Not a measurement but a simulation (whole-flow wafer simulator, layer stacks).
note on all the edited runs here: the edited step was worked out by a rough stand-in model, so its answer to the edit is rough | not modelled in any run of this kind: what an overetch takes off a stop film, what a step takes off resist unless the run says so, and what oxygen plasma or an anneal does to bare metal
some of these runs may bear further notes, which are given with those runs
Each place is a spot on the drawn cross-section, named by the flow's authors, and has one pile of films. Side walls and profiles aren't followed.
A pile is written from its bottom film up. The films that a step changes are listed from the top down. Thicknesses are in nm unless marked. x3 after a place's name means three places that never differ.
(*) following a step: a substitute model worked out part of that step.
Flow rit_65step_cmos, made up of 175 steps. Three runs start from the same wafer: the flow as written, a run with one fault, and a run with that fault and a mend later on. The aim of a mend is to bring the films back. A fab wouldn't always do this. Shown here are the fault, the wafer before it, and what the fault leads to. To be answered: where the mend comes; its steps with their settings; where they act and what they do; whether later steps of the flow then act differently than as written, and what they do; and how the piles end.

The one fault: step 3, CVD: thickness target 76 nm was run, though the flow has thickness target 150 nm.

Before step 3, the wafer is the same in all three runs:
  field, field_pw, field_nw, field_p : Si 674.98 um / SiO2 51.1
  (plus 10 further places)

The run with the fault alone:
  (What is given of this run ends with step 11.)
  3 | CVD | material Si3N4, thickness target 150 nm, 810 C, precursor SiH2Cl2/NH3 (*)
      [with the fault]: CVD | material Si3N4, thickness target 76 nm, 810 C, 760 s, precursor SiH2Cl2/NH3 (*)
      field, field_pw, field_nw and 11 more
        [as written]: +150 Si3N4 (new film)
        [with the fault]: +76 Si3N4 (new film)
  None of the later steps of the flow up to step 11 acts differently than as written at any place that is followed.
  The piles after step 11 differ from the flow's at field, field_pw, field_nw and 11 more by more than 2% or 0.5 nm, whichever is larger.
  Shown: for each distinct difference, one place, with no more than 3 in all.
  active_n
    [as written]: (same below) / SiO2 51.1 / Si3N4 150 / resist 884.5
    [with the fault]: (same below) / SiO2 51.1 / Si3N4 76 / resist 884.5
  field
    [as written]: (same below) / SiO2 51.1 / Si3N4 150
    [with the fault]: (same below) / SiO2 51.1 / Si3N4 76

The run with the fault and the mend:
  After step 4 comes the mend.
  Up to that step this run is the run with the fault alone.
  4a | ETCH | chemistry h3po4, depth target 87.4 nm
      field, field_pw, field_nw and 11 more
        -76 Si3N4 (all of it)
  4b | CLEAN | chemistry SC2, 75 C, 600 s
      alters no film at any place that is followed
  4c | CVD | material Si3N4, thickness target 150 nm, 810 C, precursor SiH2Cl2/NH3 (*) (the flow's step 3, run once more)
      field, field_pw, field_nw and 11 more
        +150 Si3N4 (new film)
  None of the later steps of the flow acts differently than as written at any place that is followed.
  At every place that both follow, the piles at the end match the flow's.
